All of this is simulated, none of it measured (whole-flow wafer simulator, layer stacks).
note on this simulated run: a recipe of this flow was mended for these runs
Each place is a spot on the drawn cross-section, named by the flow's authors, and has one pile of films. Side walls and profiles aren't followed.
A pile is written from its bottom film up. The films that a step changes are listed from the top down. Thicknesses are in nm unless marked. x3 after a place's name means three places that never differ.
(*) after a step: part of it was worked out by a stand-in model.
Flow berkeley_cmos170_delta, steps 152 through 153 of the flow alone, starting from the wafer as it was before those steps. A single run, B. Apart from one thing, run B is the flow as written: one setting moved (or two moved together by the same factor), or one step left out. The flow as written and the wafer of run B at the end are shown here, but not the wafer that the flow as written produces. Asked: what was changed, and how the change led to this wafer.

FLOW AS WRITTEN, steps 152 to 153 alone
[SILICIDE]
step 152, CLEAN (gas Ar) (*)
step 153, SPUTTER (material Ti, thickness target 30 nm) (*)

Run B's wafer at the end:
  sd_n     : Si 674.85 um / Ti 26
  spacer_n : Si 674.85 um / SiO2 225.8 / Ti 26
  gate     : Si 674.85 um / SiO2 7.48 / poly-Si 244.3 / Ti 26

Cause: step 153, SPUTTER: thickness target 26 nm was run, whereas the flow has thickness target 30 nm.
The wafer lets one read it off: sd_n has Ti 26, and step 153 as written asks for 30 nm.

How this came from the change, step by step:
  step 153, SPUTTER (material Ti, thickness target 30 nm) (*)
      field, sd_n, spacer_n, gate, spacer_p, gate_p, contact x2: Ti gains 26 (new film) (it would be, as written: Ti gains 30 (new film))
      sd_p: Ti gains 23.8 (new film) (it would be, as written: Ti gains 27.5 (new film))
